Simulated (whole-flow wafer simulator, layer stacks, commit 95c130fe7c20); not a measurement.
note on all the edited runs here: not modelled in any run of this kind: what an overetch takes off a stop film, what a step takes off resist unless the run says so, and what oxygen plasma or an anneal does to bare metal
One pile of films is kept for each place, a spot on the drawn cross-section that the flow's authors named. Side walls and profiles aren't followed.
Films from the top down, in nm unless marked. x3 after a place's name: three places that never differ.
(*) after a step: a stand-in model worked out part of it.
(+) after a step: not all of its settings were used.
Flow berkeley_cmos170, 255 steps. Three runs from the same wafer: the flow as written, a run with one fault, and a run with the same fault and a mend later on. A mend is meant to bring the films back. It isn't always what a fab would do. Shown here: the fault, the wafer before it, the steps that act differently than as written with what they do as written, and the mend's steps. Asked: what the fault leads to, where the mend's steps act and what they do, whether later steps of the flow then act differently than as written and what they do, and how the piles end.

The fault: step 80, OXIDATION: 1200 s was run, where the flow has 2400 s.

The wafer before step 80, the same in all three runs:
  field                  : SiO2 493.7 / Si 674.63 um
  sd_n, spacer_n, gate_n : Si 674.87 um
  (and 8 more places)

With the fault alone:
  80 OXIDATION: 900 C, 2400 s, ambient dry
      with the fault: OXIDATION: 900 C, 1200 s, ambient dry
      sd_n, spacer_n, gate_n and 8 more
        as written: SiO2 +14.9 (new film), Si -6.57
        with the fault: SiO2 +9.67 (new film), Si -4.25
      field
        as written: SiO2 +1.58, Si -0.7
        with the fault: SiO2 +0.79, Si -0.35
  Later steps of the flow that act differently than as written (45 more steps differ only slightly, by at most 2% or 0.5 nm, whichever is larger, and aren't shown):
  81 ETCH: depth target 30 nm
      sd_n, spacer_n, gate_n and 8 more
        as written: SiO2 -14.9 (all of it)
        with the fault: SiO2 -9.67 (all of it)
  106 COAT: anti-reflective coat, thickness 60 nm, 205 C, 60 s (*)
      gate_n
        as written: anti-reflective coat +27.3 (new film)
        with the fault: anti-reflective coat +27.9 (new film)
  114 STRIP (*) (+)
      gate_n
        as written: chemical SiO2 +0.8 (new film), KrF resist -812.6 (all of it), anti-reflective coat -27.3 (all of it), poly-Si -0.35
        with the fault: chemical SiO2 +0.8 (new film), KrF resist -810.5 (all of it), anti-reflective coat -27.9 (all of it), poly-Si -0.35
  At the end the piles differ from the flow's only slightly at the places that both follow, by at most 2% or 0.5 nm, whichever is larger.

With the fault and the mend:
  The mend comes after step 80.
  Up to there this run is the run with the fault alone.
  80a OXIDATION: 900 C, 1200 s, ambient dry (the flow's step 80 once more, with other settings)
      sd_n, spacer_n, gate_n and 8 more
        SiO2 +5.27, Si -2.32
      field
        SiO2 +0.79, Si -0.35
  No later step of the flow acts differently than as written at any place that is followed.
  At the end the piles are the same as the flow's at every place that both follow.
